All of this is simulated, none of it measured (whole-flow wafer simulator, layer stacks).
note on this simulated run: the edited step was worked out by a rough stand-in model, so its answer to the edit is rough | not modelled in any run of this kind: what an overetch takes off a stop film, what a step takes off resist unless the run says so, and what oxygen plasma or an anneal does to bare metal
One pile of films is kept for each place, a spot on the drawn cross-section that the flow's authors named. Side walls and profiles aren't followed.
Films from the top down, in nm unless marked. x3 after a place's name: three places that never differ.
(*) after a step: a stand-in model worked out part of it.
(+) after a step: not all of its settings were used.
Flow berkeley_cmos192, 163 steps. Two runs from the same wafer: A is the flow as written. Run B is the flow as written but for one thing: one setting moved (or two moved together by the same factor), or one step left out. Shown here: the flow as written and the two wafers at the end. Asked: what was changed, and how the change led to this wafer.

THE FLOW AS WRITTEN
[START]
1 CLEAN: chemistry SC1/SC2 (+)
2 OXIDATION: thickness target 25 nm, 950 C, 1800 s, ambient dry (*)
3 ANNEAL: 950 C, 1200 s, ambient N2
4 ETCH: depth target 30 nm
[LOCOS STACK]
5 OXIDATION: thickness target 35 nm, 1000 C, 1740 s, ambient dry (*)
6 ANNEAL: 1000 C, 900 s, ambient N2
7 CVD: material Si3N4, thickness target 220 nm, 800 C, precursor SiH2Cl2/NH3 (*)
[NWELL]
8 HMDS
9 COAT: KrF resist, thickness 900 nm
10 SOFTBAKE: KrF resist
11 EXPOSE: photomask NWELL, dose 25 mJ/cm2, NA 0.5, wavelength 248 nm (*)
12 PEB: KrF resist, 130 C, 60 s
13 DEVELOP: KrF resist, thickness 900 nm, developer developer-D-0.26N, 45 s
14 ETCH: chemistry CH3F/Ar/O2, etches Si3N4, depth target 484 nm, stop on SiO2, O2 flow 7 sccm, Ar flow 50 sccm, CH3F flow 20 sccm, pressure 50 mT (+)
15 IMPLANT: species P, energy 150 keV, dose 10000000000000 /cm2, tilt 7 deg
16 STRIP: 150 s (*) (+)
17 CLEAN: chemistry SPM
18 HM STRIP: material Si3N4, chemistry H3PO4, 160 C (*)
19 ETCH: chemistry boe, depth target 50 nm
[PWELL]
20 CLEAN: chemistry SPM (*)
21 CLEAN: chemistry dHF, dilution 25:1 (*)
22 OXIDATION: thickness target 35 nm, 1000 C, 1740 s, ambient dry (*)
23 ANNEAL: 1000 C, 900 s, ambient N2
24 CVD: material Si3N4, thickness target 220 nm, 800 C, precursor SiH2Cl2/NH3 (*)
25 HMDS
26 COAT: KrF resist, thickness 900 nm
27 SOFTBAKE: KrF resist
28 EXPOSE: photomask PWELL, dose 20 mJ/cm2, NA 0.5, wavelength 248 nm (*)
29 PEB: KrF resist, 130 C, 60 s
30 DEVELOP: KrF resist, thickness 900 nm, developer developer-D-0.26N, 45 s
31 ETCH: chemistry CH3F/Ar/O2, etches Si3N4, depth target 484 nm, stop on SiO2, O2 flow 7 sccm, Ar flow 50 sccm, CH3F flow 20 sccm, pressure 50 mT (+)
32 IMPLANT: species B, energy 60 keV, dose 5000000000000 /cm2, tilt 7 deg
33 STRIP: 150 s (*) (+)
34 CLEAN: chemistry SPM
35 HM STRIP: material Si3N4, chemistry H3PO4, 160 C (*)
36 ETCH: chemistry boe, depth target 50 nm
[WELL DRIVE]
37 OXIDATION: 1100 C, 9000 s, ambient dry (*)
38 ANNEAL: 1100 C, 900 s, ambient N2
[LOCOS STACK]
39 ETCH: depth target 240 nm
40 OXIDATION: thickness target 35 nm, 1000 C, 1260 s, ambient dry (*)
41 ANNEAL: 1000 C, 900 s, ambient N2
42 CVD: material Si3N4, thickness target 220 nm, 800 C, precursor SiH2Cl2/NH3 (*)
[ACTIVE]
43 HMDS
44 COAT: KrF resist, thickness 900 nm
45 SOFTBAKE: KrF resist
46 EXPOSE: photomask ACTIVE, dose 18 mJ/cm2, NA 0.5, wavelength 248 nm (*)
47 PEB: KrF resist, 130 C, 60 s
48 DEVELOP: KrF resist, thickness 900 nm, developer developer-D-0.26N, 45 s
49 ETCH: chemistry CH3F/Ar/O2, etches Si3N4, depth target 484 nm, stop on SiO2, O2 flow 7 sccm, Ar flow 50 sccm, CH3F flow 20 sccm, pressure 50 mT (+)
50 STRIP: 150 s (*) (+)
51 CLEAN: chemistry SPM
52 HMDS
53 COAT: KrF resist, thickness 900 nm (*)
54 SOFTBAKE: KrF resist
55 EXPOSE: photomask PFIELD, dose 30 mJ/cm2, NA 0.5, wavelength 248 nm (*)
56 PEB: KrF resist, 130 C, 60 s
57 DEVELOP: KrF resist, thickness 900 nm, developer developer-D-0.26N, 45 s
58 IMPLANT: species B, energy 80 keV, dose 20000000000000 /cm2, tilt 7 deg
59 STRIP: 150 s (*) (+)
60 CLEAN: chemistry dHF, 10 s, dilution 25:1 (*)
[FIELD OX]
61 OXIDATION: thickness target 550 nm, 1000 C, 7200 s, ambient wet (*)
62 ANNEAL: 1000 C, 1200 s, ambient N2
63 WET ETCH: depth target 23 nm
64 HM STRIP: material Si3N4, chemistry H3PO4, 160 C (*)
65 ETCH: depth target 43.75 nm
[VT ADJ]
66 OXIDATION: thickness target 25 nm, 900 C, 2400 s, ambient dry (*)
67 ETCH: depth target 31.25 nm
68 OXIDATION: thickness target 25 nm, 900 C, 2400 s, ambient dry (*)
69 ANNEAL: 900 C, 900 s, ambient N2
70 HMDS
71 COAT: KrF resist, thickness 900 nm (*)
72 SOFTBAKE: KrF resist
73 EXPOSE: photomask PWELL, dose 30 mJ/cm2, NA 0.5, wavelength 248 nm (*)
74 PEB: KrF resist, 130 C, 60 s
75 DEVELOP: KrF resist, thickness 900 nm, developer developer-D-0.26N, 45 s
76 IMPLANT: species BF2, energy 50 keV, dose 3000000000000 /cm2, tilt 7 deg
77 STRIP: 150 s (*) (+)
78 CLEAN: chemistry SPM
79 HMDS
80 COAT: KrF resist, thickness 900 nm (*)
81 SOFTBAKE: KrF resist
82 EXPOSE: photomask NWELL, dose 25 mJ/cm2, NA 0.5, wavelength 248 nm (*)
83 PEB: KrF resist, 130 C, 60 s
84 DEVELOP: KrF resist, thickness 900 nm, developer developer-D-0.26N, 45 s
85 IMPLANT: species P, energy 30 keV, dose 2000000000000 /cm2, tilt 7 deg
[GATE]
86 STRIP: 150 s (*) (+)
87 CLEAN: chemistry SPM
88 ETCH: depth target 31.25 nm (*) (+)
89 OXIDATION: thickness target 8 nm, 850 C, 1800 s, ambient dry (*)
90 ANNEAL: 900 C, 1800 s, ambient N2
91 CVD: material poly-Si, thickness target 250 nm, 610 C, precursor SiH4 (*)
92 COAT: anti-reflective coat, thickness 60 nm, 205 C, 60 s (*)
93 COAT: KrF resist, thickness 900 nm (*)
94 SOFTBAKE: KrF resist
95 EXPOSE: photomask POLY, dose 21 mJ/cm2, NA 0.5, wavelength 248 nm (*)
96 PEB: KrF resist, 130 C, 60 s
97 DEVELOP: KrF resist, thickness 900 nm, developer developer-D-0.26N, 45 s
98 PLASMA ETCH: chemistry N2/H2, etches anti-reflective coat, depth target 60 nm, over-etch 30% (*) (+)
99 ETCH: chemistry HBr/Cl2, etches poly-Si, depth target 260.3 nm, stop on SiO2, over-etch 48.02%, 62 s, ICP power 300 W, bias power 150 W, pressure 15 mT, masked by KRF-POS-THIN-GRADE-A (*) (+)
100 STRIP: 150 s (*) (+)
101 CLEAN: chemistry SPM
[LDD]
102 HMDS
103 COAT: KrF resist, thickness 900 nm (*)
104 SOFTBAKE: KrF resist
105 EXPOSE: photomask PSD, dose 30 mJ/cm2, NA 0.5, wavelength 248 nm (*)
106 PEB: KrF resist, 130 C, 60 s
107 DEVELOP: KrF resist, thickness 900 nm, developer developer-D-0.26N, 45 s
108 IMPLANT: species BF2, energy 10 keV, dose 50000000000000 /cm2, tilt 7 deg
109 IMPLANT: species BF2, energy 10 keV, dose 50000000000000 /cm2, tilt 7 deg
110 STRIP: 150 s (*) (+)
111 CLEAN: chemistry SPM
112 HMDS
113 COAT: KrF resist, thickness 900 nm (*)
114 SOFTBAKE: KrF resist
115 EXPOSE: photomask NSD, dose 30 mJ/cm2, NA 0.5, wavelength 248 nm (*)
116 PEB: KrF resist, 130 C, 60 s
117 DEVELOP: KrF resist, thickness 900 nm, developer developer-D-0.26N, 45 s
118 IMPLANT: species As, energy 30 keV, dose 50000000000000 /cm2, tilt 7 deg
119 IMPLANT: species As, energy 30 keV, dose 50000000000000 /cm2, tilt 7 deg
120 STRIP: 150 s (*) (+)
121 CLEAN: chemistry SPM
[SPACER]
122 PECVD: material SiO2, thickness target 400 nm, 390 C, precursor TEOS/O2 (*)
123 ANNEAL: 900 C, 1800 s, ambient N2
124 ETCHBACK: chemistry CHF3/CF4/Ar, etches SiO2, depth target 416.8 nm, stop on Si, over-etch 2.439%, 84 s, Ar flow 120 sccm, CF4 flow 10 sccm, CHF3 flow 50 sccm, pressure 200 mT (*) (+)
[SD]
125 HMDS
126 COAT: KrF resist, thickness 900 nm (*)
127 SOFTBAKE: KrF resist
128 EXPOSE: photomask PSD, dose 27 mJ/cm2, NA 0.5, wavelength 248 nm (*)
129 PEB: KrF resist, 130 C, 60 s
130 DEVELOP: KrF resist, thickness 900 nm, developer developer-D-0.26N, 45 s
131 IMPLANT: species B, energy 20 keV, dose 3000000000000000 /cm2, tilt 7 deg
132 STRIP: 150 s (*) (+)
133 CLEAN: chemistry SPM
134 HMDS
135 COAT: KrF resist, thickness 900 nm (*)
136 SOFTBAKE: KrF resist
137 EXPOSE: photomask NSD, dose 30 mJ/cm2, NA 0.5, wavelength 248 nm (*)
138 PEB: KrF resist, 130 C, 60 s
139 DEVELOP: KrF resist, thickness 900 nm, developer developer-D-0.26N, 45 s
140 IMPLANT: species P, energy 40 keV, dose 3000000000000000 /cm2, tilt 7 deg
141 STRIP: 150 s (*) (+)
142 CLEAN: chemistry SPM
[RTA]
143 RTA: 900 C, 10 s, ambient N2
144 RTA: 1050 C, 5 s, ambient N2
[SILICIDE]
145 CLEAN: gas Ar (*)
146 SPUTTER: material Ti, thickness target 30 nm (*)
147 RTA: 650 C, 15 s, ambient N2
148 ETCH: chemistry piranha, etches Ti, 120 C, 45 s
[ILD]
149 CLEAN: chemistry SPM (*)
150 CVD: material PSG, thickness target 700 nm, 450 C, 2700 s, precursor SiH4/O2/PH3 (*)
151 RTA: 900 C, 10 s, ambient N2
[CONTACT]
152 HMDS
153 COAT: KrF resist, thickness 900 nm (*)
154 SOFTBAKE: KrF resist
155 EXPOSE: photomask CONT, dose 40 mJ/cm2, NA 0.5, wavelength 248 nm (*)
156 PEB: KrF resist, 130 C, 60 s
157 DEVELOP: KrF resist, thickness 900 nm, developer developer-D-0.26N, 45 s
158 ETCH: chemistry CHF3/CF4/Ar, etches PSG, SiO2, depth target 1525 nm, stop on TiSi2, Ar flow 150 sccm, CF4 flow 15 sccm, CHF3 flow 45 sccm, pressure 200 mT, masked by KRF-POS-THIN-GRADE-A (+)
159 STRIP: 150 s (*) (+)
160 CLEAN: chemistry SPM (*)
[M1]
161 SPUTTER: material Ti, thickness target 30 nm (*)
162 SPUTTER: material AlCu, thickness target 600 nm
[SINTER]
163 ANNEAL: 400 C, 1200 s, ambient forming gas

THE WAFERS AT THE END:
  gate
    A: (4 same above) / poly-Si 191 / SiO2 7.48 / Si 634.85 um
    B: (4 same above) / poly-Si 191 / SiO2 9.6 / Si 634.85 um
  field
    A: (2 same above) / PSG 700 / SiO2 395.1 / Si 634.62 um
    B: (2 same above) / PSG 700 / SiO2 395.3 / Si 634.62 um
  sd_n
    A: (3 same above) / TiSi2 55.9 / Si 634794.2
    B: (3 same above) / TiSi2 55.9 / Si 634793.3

The cause: step 89, OXIDATION: 2700 s was run, where the flow has 1800 s.

How the change led to this, step by step:
  89 OXIDATION: thickness target 8 nm, 850 C, 1800 s, ambient dry (*)
      sd_n, spacer_n, gate, sd_p, spacer_p, gate_p, contact, m1: A SiO2 +7.48 (new film), Si -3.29 | B SiO2 +9.6 (new film), Si -4.22
